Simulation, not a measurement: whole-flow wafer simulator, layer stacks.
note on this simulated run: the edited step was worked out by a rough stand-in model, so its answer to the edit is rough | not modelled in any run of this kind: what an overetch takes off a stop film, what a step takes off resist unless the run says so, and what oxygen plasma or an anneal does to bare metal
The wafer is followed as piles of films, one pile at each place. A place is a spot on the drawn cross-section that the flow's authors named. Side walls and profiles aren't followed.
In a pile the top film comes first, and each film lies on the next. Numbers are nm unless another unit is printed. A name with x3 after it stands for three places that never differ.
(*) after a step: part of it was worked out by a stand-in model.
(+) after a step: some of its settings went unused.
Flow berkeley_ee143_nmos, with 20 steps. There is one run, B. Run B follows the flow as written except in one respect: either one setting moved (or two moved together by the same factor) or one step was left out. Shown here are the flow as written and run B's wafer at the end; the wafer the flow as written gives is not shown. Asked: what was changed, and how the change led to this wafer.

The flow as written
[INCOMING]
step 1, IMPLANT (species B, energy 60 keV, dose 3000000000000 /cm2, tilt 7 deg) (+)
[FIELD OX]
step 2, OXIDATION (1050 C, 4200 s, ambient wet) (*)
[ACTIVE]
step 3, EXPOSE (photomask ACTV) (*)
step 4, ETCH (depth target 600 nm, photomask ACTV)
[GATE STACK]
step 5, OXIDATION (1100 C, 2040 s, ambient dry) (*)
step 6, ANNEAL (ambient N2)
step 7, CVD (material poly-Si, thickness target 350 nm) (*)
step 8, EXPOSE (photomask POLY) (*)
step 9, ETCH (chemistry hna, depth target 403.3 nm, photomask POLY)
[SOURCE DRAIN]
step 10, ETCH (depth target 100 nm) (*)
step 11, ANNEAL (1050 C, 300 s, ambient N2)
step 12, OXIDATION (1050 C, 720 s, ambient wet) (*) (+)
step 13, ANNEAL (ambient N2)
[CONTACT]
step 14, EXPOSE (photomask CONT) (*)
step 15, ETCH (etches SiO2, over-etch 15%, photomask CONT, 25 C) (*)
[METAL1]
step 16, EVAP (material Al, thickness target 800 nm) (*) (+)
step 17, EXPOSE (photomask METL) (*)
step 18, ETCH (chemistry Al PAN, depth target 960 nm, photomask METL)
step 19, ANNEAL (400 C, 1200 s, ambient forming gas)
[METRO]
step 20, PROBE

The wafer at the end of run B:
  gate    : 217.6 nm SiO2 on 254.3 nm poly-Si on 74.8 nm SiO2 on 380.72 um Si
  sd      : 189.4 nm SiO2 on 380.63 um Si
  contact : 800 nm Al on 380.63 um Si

Cause: step 5, OXIDATION: 1836 s was run, whereas the flow has 2040 s.

The path from the change to this, step by step:
  step 5, OXIDATION (1100 C, 2040 s, ambient dry) (*)
      gate, sd, contact: +74.8 SiO2 (new film), -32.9 Si (as written it would have been: +79.7 SiO2 (new film), -35.1 Si)
      field: +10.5 SiO2, -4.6 Si (as written it would have been: +11.6 SiO2, -5.1 Si)
  step 10, ETCH (depth target 100 nm) (*)
      sd, contact: -74.8 SiO2 (all of it) (as written it would have been: -79.7 SiO2 (all of it))
